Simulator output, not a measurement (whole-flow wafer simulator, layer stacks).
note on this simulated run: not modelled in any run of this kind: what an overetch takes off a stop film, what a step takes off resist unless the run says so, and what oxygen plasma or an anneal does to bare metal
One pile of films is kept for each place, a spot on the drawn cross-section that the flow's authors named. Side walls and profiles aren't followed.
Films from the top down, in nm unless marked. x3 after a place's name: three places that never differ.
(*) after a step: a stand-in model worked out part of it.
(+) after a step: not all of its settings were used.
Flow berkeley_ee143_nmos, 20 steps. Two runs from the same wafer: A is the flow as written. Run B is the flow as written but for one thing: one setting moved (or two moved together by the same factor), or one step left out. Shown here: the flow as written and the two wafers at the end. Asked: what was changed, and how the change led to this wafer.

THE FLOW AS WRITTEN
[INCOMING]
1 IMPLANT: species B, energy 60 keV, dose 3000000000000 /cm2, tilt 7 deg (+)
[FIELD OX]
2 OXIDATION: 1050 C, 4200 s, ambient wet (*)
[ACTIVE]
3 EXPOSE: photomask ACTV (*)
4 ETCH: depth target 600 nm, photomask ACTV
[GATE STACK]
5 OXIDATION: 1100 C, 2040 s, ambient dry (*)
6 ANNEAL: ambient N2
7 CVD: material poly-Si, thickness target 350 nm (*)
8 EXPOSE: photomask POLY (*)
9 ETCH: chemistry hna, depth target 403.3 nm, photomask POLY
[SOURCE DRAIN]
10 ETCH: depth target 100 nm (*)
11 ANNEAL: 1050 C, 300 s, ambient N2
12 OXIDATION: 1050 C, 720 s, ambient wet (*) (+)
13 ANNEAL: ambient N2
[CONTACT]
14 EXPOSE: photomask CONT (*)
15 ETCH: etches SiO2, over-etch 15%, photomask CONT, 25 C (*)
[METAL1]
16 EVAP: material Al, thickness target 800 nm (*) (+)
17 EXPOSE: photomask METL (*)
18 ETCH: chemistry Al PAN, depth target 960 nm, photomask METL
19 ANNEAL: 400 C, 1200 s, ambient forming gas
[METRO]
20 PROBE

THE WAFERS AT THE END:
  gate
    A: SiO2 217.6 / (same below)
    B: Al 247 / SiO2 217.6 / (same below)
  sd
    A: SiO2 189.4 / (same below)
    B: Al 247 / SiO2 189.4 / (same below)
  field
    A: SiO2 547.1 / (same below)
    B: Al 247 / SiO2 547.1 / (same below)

The cause: step 18, ETCH: depth target 553 nm was run, where the flow has depth target 960 nm.

How the change led to this, step by step:
  18 ETCH: chemistry Al PAN, depth target 960 nm, photomask METL
      gate, sd, field: A Al -800 (all of it) | B Al -553
Counting metal films that touch as one body, gate has 1 body; the flow as written gives 0 bodies.
Counting metal films that touch as one body, sd has 1 body; the flow as written gives 0 bodies.
Counting metal films that touch as one body, field has 1 body; the flow as written gives 0 bodies.
